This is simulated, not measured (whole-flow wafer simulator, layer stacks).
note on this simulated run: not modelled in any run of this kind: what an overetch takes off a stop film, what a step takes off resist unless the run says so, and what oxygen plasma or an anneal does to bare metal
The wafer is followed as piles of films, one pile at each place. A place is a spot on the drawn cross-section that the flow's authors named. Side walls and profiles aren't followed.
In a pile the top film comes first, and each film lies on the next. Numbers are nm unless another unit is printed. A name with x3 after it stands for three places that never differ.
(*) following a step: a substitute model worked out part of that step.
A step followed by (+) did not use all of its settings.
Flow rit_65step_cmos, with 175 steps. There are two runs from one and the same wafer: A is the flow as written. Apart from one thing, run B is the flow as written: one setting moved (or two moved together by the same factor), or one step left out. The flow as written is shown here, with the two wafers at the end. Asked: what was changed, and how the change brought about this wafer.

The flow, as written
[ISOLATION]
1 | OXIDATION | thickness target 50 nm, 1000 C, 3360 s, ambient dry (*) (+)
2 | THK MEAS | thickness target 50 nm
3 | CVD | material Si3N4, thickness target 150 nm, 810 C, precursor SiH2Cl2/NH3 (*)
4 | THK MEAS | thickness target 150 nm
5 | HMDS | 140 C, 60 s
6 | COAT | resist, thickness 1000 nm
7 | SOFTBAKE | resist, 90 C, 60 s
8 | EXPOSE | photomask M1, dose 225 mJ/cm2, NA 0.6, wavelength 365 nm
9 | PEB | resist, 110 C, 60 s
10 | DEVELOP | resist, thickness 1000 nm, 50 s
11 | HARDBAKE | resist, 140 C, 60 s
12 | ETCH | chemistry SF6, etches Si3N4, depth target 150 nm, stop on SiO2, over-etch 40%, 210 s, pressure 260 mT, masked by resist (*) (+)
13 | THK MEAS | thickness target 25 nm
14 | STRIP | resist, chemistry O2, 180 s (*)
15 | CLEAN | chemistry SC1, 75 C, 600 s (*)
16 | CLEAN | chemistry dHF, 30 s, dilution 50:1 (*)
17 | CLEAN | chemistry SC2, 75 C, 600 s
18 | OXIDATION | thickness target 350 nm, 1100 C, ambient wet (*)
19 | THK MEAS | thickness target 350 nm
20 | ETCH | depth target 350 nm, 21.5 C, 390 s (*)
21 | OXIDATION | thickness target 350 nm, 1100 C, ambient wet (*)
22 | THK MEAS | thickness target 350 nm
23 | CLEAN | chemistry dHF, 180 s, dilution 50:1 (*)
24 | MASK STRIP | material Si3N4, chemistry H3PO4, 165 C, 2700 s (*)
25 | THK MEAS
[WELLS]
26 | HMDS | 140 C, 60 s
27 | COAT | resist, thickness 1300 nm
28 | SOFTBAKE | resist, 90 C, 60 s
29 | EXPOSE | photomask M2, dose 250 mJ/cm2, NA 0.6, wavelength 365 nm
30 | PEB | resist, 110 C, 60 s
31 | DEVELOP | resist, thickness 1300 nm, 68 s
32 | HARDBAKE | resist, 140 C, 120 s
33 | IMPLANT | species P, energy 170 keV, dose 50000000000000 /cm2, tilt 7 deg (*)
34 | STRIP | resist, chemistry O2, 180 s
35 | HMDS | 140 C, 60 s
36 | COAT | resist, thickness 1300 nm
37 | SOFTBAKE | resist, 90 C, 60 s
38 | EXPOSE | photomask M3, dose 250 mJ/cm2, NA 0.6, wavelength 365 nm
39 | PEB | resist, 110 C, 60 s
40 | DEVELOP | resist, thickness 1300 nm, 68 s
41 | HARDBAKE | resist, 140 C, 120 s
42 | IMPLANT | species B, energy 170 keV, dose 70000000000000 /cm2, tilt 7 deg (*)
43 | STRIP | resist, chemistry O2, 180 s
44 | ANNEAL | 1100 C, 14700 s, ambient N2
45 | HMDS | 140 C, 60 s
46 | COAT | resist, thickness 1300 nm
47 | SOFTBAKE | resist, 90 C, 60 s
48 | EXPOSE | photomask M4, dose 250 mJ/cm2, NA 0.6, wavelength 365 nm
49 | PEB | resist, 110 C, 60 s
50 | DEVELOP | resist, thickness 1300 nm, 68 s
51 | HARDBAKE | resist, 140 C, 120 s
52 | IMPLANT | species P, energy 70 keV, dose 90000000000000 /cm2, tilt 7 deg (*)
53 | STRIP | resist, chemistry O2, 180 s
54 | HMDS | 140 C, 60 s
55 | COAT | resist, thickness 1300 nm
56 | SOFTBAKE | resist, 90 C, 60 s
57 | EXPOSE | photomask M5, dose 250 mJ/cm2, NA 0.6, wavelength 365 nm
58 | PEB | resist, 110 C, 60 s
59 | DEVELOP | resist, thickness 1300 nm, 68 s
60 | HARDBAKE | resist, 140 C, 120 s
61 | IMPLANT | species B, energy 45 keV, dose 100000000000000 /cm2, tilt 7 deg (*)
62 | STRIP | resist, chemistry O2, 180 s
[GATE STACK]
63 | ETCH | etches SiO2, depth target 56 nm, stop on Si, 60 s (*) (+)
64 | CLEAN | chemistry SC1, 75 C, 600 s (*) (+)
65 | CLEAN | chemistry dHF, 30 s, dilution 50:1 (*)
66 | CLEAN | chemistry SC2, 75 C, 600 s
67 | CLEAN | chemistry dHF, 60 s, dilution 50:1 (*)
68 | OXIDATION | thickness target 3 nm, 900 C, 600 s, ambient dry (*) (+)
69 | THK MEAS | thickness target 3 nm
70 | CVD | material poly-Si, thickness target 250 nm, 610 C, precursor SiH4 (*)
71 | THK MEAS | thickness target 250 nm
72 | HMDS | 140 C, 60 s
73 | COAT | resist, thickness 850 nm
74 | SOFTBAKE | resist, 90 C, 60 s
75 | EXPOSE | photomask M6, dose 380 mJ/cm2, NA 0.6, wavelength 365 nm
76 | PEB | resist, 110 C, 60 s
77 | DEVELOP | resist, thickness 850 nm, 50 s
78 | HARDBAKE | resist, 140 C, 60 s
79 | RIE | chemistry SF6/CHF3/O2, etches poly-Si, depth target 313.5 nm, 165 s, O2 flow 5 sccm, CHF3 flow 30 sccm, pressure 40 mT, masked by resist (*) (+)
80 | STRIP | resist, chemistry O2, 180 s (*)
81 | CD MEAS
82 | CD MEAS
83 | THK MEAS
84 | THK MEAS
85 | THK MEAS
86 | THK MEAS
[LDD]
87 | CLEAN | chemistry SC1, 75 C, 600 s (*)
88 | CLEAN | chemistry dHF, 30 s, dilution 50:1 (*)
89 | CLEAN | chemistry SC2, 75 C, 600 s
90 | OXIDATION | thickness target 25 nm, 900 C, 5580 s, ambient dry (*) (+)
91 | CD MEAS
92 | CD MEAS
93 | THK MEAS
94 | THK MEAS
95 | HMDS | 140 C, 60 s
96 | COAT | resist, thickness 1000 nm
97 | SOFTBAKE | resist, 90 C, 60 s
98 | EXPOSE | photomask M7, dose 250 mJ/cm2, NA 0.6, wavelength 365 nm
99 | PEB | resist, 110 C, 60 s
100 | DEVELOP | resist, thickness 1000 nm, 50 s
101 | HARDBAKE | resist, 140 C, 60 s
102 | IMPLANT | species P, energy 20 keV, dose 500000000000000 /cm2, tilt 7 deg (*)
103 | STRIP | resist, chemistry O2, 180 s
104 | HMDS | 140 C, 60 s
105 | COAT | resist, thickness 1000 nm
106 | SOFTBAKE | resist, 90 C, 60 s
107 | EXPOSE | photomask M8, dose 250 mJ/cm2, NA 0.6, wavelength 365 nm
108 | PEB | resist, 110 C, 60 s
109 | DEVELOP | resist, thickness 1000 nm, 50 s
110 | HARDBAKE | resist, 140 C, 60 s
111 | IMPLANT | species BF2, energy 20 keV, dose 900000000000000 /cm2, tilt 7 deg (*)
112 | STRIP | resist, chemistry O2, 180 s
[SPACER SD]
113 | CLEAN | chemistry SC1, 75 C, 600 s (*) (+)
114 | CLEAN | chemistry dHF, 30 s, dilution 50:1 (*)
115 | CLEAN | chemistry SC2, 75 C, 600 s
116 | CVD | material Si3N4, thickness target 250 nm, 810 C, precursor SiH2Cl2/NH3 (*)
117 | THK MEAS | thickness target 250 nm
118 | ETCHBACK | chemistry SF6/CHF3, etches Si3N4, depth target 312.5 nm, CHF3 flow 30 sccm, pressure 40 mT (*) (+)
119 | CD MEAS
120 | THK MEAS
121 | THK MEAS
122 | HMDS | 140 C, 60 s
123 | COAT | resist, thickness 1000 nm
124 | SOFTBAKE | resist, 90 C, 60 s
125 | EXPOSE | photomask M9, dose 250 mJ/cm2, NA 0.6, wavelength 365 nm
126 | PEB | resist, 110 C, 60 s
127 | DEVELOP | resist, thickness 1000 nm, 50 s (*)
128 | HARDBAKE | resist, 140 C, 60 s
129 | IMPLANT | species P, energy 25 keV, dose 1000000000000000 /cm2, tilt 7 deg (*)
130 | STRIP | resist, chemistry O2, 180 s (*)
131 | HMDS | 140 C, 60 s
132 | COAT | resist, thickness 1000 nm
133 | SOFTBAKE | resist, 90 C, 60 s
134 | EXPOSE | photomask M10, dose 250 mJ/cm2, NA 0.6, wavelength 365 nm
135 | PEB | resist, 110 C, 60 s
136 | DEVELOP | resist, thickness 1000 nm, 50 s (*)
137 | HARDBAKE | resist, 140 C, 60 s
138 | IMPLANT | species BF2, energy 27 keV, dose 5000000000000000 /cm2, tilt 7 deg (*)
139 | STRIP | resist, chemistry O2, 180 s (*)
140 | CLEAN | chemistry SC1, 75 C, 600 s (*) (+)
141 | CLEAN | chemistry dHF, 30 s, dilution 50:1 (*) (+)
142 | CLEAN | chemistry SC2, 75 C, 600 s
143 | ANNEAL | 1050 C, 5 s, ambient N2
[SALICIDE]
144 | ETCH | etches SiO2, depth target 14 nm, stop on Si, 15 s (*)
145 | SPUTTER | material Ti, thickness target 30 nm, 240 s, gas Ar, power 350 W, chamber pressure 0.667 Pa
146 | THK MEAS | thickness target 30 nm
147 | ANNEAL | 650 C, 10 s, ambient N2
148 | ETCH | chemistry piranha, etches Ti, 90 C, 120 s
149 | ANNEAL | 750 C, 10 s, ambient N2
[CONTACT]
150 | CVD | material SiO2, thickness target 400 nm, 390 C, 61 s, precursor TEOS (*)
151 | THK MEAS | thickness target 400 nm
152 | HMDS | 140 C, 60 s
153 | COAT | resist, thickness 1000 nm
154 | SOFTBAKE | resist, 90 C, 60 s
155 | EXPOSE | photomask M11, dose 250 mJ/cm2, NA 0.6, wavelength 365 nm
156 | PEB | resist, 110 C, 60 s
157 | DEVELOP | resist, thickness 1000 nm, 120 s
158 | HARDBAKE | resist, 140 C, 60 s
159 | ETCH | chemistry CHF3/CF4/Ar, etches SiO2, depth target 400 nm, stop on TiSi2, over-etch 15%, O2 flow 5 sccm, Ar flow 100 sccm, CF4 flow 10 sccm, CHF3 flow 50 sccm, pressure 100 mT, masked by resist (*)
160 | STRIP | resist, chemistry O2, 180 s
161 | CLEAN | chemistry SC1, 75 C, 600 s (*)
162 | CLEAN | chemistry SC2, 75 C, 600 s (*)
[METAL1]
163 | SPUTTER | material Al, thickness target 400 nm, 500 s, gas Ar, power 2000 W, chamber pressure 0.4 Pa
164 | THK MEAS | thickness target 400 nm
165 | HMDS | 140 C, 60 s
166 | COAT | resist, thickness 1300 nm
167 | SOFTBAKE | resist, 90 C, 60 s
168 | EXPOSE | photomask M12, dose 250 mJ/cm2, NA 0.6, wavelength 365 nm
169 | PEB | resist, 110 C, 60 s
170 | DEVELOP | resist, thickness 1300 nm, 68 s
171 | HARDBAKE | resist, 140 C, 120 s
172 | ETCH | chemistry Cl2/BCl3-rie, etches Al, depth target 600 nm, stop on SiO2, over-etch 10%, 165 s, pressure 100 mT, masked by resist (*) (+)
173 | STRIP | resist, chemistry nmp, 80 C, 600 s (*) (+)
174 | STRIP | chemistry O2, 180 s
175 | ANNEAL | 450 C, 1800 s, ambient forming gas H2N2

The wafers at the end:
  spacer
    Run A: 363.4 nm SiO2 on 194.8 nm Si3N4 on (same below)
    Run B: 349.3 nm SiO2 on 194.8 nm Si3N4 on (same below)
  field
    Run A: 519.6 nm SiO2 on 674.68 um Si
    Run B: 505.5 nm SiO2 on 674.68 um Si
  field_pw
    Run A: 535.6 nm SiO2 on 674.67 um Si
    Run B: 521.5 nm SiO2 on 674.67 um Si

Cause: step 163, SPUTTER: power 1434 W was run, whereas the flow has power 2000 W.

Step by step, how the change led to this:
  163 | SPUTTER | material Al, thickness target 400 nm, 500 s, gas Ar, power 2000 W, chamber pressure 0.4 Pa
      field, field_p, spacer, spacer_p: A Al gains 400 (new film) | B Al gains 286.8 (new film)
      gate_n, gate_p: A Al gains 396 (new film) | B Al gains 286.8 (new film)
      (as well as at 2 more places)
  172 | ETCH | chemistry Cl2/BCl3-rie, etches Al, depth target 600 nm, stop on SiO2, over-etch 10%, 165 s, pressure 100 mT, masked by resist (*) (+)
      field, spacer, spacer_p: A Al loses 400 (all of it), SiO2 loses 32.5 | B Al loses 286.8 (all of it), SiO2 loses 46.6
      gate_n, gate_p: A Al loses 396 (all of it), SiO2 loses 33 | B Al loses 286.8 (all of it), SiO2 loses 46.6
      (as well as at 3 more places)
